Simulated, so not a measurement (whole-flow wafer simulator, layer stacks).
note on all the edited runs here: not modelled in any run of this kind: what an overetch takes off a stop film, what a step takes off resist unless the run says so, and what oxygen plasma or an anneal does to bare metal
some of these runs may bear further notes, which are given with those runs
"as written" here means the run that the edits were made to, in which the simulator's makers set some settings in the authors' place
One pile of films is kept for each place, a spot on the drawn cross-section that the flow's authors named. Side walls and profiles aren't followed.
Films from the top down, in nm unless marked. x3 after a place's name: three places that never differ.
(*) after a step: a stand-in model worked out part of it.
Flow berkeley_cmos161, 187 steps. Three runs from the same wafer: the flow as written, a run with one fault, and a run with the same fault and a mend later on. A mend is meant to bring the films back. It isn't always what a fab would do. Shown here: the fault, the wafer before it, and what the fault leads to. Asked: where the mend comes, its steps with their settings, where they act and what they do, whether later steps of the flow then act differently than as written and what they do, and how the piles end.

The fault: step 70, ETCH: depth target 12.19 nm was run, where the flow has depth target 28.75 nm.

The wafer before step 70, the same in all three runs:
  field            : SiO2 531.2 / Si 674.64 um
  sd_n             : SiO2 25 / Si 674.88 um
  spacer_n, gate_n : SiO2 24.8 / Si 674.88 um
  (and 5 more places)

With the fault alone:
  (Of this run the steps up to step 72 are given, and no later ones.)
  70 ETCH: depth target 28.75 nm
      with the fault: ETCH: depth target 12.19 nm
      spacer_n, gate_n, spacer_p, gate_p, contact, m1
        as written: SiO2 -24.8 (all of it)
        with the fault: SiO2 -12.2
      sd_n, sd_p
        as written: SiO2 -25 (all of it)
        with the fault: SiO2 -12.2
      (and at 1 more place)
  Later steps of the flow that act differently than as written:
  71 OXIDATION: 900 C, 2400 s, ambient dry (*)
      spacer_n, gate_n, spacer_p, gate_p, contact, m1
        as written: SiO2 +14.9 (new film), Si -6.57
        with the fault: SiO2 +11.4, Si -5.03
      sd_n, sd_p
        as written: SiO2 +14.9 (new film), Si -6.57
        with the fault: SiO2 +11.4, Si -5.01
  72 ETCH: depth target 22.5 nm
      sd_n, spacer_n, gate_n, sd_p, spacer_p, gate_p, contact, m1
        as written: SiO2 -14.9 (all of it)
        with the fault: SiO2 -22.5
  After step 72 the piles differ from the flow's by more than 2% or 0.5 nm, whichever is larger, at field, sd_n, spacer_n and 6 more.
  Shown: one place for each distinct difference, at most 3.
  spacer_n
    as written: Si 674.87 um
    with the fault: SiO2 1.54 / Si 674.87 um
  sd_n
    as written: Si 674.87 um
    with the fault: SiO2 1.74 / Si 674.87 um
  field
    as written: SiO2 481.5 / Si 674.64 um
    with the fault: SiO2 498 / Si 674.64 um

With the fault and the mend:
  The mend comes after step 70.
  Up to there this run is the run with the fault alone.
  70a ETCH: depth target 16.56 nm (the flow's step 70 once more, with other settings)
      spacer_n, gate_n, spacer_p, gate_p, contact, m1
        SiO2 -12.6 (all of it)
      sd_n, sd_p
        SiO2 -12.9 (all of it)
      field
        SiO2 -16.6
  No later step of the flow acts differently than as written at any place that is followed.
  At the end the piles are the same as the flow's at every place that both follow.
